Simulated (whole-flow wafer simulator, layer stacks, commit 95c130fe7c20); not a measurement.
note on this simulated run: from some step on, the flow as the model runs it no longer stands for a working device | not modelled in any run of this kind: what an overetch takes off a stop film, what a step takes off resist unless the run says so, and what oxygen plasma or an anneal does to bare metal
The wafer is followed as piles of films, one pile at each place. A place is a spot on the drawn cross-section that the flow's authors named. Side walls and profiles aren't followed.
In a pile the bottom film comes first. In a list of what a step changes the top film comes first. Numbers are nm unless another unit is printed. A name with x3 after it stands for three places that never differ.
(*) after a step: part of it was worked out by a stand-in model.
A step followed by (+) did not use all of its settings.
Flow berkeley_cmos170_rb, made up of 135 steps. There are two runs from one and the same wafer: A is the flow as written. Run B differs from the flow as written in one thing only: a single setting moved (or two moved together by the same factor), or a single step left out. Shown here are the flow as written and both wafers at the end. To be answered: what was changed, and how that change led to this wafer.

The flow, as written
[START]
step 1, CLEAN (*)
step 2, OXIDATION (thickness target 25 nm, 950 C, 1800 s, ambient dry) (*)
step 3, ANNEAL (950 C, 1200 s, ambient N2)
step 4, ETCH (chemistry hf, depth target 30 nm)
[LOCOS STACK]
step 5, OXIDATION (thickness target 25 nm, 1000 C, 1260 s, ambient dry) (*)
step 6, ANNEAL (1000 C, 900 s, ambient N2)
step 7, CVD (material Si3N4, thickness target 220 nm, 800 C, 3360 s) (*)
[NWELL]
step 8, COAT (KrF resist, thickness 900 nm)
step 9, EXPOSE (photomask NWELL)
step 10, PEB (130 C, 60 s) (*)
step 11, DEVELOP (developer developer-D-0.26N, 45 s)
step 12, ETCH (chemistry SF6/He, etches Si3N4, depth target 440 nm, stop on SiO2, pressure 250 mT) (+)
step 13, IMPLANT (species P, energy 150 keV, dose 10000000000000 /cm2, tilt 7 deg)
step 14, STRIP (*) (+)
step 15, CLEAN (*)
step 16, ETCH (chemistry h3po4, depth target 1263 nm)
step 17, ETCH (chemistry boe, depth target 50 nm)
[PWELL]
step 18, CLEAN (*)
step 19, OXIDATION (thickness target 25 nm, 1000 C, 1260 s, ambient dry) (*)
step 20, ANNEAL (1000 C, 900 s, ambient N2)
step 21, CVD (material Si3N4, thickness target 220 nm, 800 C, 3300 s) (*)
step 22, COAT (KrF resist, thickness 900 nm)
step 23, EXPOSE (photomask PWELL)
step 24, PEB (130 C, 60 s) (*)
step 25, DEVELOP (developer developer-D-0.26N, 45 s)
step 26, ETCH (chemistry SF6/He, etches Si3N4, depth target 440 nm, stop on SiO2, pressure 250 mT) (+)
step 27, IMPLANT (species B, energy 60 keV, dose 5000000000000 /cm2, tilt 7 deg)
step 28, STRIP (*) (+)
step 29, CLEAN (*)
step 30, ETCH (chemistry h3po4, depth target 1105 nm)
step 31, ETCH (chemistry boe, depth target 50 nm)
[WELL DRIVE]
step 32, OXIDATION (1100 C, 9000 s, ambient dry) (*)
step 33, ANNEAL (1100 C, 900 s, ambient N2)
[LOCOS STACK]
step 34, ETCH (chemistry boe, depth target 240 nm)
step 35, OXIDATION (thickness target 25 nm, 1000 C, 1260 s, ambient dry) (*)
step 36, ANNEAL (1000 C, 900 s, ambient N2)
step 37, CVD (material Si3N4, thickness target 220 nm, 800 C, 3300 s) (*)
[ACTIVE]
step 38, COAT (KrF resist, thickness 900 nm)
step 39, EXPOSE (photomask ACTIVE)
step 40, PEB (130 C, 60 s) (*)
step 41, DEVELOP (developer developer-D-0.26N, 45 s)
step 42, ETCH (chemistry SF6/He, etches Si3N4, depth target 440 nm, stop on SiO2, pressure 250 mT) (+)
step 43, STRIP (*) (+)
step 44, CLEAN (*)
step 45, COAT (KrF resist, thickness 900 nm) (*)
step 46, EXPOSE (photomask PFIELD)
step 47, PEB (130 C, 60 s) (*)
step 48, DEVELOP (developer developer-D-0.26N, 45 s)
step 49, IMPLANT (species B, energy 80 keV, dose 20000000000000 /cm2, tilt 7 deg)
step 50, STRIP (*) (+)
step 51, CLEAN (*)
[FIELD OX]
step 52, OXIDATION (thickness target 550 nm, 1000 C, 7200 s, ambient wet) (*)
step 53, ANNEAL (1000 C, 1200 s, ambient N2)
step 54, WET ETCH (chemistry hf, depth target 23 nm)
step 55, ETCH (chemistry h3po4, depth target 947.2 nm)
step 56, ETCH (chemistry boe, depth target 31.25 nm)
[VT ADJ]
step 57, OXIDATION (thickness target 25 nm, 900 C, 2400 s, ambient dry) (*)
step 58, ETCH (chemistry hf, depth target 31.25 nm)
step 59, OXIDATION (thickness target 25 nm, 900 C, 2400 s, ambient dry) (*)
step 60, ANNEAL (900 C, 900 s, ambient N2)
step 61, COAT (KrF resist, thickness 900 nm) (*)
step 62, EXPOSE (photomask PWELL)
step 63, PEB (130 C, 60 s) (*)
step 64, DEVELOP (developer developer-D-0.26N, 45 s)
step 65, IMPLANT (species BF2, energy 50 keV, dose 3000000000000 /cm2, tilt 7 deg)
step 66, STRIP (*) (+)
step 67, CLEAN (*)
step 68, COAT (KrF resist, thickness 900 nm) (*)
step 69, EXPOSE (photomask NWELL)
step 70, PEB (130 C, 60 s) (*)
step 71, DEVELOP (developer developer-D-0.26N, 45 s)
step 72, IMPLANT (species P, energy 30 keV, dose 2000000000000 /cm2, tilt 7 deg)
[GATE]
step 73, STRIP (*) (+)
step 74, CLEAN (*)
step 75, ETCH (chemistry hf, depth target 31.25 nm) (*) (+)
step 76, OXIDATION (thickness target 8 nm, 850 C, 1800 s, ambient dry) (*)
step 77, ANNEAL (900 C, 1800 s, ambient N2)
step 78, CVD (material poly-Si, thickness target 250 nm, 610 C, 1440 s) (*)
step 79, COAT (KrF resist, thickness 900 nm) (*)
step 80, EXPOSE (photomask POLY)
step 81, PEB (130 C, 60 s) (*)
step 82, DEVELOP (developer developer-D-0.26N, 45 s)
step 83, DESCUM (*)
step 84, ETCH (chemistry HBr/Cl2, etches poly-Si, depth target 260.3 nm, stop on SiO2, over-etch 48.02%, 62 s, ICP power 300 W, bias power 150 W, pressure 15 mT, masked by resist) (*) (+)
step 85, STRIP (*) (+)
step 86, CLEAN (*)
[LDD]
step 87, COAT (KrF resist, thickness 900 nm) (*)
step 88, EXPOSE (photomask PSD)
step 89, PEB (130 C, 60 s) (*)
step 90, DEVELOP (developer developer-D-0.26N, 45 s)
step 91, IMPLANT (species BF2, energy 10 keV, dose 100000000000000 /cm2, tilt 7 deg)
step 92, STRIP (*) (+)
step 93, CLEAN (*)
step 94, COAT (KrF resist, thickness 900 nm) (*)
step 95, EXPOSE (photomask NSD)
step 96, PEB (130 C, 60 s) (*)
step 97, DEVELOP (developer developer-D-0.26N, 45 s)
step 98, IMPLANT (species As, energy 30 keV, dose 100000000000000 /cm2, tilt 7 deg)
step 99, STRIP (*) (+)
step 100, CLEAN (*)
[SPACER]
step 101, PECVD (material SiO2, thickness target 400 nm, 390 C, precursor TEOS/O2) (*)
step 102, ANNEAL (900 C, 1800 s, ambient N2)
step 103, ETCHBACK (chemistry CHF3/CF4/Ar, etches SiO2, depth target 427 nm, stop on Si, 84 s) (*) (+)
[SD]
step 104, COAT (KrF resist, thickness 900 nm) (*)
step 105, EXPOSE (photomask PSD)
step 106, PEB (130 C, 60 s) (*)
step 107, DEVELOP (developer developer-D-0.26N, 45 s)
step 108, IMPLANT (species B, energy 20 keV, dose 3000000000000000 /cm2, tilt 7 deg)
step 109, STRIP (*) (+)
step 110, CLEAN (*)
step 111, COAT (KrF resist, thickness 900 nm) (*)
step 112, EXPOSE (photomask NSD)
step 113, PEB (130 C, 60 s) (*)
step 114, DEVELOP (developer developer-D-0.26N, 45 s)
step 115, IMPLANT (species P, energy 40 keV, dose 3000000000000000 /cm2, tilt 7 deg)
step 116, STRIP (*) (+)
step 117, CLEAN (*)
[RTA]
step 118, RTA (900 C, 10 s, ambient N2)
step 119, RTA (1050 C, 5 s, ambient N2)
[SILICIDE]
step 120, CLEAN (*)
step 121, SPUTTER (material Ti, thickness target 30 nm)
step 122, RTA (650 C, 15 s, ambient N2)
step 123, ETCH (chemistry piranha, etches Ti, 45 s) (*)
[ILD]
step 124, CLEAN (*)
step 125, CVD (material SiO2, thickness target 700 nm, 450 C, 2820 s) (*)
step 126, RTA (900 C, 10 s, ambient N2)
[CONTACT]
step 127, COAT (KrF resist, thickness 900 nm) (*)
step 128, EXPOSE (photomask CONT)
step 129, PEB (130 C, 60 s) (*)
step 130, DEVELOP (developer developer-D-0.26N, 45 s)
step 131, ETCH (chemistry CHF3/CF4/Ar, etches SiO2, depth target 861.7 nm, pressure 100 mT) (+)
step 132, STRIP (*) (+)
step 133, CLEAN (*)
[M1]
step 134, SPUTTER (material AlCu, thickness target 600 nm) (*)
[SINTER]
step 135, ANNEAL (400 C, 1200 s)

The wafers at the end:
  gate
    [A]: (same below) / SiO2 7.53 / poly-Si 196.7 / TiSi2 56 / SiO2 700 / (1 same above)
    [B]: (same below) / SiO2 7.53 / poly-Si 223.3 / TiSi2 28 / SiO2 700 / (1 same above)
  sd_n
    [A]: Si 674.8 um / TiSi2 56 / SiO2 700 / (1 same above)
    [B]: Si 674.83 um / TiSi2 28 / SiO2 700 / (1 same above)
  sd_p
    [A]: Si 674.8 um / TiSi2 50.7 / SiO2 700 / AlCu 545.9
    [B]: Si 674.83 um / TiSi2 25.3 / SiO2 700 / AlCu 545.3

What caused this: step 121, SPUTTER: thickness target 15 nm was run, while the flow as written has thickness target 30 nm.

How this came from the change, step by step:
  step 121, SPUTTER (material Ti, thickness target 30 nm)
      field, sd_n, spacer_n, gate, spacer_p, gate_p, contact, m1: A Ti gains 30 (new film) | B Ti gains 15 (new film)
      sd_p: A Ti gains 27.1 (new film) | B Ti gains 13.6 (new film)
  step 122, RTA (650 C, 15 s, ambient N2)
      sd_n, contact, m1: A Ti loses 23.4, TiSi first gains 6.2 (new film), TiSi2 C49 gains 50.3 (new film), Si loses 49 | B Ti loses 11.7, TiSi2 C49 gains 29.8 (new film), Si loses 26.6
      gate, gate_p: A Ti loses 23.4, TiSi first gains 6.2 (new film), TiSi2 C49 gains 50.3 (new film), poly-Si loses 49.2 | B Ti loses 11.7, TiSi2 C49 gains 29.8 (new film), poly-Si loses 26.7
      (and at 1 other place as well)
  step 123, ETCH (chemistry piranha, etches Ti, 45 s) (*)
      sd_n, gate, gate_p, contact, m1: A Ti loses 6.6 (all of it) | B Ti loses 3.3 (all of it)
      field, spacer_n, spacer_p: A Ti loses 30 (all of it) | B Ti loses 15 (all of it)
      (and at 1 other place as well)
  step 126, RTA (900 C, 10 s, ambient N2)
      sd_n, contact, m1: A under 1 film: TiSi2 gains 56 (new film), TiSi first loses 6.2 (all of it), TiSi2 C49 loses 50.3 (all of it), Si loses 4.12 | B under 1 film: TiSi2 gains 28 (new film), TiSi2 C49 loses 29.8 (all of it)
      gate, gate_p: A under 1 film: TiSi2 gains 56 (new film), TiSi first loses 6.2 (all of it), TiSi2 C49 loses 50.3 (all of it), poly-Si loses 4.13 | B under 1 film: TiSi2 gains 28 (new film), TiSi2 C49 loses 29.8 (all of it)
      (and at 1 other place as well)
